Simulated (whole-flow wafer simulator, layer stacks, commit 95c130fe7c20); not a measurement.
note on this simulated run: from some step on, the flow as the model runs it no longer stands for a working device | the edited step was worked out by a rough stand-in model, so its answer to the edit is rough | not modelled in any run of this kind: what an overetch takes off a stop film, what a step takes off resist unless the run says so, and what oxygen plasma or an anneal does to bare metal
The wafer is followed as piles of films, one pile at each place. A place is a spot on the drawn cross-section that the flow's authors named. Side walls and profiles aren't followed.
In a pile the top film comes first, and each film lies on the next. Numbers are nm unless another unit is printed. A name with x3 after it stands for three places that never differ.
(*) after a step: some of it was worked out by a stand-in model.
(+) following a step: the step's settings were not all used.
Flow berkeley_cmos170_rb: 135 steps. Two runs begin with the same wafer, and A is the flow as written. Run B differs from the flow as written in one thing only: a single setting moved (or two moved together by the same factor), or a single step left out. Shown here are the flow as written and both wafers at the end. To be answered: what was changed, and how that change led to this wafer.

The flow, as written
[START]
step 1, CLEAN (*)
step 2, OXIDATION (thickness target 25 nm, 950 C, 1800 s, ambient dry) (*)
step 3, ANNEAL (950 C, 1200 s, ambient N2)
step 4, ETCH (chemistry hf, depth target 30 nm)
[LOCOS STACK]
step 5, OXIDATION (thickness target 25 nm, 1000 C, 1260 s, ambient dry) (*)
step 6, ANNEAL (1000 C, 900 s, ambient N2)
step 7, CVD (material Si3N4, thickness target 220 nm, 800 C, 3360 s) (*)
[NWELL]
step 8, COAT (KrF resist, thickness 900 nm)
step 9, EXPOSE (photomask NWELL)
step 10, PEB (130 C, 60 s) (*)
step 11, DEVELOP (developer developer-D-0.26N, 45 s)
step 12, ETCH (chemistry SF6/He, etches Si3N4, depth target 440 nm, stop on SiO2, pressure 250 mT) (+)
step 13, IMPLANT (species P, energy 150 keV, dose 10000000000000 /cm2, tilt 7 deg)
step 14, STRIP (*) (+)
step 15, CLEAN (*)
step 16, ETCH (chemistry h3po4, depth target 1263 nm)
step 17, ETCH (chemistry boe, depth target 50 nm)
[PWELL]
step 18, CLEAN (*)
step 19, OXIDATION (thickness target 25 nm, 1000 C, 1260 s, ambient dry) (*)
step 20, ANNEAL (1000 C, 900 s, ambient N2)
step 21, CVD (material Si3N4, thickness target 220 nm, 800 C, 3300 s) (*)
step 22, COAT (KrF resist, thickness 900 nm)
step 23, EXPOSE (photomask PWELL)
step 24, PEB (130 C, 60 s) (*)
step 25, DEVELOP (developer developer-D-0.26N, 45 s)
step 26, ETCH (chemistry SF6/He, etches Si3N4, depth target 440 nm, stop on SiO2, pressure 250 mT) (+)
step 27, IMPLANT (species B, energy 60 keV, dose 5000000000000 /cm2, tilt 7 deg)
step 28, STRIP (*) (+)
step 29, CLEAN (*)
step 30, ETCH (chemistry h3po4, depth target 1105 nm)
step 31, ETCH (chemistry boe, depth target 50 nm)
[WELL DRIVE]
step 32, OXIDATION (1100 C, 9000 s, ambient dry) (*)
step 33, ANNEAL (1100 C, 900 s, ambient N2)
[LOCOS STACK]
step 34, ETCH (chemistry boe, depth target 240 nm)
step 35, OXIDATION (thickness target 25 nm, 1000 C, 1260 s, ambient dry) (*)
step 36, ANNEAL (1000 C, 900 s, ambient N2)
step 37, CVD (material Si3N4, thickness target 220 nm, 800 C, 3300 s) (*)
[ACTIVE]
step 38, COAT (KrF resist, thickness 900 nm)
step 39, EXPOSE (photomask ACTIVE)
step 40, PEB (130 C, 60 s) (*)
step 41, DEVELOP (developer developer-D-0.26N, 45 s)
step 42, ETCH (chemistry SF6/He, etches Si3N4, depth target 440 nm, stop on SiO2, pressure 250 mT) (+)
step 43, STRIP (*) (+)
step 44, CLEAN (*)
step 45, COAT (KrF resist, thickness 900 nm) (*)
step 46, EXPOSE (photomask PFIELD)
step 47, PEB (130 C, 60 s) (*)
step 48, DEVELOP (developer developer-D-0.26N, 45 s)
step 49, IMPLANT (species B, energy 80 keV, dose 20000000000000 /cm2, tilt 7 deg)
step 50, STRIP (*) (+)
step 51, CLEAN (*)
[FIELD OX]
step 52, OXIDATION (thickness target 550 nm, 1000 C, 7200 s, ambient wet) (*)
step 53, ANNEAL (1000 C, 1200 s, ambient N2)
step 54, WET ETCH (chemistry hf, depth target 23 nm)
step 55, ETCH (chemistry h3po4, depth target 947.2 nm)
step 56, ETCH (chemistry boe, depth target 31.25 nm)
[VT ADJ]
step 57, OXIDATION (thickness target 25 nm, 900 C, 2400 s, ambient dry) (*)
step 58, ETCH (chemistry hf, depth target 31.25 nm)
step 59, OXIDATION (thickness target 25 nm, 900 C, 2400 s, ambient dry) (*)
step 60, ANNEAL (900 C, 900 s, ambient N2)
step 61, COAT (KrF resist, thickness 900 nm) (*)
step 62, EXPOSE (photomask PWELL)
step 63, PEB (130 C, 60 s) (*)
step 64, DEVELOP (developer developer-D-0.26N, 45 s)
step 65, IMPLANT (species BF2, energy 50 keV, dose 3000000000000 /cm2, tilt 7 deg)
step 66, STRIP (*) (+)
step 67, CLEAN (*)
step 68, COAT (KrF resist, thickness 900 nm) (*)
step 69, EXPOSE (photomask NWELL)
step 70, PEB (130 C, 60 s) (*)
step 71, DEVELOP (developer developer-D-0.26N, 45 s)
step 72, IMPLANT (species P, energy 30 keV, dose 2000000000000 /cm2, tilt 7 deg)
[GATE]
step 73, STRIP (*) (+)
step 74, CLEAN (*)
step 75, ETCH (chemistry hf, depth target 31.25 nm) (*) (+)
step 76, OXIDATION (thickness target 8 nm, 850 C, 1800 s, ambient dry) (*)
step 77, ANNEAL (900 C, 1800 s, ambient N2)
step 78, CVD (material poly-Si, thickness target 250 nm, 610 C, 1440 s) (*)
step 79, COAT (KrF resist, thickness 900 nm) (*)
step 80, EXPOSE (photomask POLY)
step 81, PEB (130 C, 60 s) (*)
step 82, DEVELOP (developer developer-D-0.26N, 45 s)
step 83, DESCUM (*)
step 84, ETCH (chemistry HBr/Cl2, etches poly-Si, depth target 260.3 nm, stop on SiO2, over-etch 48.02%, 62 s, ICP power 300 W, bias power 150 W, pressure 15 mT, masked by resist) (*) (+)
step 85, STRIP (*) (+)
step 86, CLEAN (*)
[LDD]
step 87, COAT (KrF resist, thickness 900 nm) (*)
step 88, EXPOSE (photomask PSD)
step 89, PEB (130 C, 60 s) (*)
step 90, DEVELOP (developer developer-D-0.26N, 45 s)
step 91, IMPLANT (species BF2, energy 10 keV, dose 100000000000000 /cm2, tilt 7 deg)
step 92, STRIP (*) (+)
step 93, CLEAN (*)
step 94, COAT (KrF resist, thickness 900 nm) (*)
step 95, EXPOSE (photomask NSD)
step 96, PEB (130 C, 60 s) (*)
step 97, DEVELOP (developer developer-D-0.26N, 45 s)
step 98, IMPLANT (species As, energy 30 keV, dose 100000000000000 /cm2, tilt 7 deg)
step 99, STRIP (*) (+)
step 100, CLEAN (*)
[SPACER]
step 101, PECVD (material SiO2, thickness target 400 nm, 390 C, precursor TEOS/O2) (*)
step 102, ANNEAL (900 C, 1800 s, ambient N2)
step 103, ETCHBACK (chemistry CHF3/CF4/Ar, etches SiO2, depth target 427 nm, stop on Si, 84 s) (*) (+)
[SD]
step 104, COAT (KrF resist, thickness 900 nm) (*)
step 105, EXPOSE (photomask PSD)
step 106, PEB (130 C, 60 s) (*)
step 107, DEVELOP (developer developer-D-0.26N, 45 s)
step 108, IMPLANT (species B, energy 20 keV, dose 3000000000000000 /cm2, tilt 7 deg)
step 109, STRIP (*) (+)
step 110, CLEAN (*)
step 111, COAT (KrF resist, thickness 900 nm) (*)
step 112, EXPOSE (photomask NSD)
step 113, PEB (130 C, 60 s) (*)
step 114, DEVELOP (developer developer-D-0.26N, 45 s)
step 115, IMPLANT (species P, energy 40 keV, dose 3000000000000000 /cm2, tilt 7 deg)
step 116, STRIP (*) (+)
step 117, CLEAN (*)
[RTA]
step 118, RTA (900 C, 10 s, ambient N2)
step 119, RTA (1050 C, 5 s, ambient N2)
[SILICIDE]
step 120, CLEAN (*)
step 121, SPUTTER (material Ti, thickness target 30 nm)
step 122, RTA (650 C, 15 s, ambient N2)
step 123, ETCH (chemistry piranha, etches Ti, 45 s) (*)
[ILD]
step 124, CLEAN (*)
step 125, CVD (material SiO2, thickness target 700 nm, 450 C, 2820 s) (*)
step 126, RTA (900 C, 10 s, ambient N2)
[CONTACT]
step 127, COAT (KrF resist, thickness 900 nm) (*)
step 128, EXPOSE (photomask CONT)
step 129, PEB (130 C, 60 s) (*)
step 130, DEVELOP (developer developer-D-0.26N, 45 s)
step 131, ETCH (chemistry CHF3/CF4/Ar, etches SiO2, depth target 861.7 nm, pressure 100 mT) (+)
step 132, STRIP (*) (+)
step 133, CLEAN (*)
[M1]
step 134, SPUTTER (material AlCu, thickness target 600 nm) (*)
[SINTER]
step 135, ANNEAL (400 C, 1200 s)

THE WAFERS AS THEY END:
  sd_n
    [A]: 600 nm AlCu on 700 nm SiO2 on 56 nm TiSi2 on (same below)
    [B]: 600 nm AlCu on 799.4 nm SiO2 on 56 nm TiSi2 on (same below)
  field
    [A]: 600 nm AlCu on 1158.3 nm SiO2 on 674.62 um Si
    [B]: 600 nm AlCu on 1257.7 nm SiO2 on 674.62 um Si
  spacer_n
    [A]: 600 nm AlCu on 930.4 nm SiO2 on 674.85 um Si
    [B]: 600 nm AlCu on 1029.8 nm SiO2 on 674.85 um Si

Cause: step 125, CVD: thickness target 799.4 nm was run, whereas the flow has thickness target 700 nm; step 125, CVD: 3220 s was run, where the flow has 2820 s.
One can read it off the wafer: sd_n has SiO2 799.4, and step 125 as written asks for 700 nm.

The path from the change to this, step by step:
  step 125, CVD (material SiO2, thickness target 700 nm, 450 C, 2820 s) (*)
      sd_n, gate, sd_p, gate_p, contact, m1: A +700 SiO2 (new film) | B +799.4 SiO2 (new film)
      field, spacer_n, spacer_p: A +700 SiO2 | B +799.4 SiO2
  step 131, ETCH (chemistry CHF3/CF4/Ar, etches SiO2, depth target 861.7 nm, pressure 100 mT) (+)
      contact: A -700 SiO2 (all of it), -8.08 TiSi2 | B -799.4 SiO2 (all of it), -3.11 TiSi2
  step 134, SPUTTER (material AlCu, thickness target 600 nm) (*)
      contact: A +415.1 AlCu (new film) | B +392.7 AlCu (new film)
